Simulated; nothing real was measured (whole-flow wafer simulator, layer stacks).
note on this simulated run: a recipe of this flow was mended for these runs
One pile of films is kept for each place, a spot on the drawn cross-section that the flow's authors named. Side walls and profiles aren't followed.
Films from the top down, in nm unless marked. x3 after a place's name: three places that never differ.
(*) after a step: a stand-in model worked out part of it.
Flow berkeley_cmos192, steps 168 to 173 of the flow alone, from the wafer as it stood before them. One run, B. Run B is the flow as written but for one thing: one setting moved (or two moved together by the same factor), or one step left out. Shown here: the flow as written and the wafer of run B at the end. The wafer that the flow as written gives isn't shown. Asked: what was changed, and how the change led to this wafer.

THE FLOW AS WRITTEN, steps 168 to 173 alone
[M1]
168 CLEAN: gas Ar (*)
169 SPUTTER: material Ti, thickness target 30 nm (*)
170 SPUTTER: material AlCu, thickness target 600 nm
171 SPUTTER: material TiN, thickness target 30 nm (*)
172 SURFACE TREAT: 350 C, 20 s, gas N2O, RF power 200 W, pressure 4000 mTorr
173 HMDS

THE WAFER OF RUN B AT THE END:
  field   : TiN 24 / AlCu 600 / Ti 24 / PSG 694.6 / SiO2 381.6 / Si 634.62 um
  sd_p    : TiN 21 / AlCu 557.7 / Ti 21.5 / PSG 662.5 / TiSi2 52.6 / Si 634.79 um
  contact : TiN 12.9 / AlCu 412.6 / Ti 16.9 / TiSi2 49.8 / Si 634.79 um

The cause: step 169, SPUTTER: thickness target 24 nm was run, where the flow has thickness target 30 nm; step 171, SPUTTER: thickness target 24 nm was run, where the flow has thickness target 30 nm.
It can be read off the wafer: field has Ti 24, and step 169 as written asks for 30 nm.

How the change led to this, step by step:
  169 SPUTTER: material Ti, thickness target 30 nm (*)
      field, sd_n, spacer_n, gate, spacer_p, gate_p, m1: Ti +24 (new film) (as written it would be: Ti +30 (new film))
      sd_p: Ti +21.5 (new film) (as written it would be: Ti +26.8 (new film))
      (and at 1 more place)
  171 SPUTTER: material TiN, thickness target 30 nm (*)
      field, sd_n, spacer_n, gate, spacer_p, gate_p, m1: TiN +24 (new film) (as written it would be: TiN +30 (new film))
      sd_p: TiN +21 (new film) (as written it would be: TiN +26.2 (new film))
      (and at 1 more place)
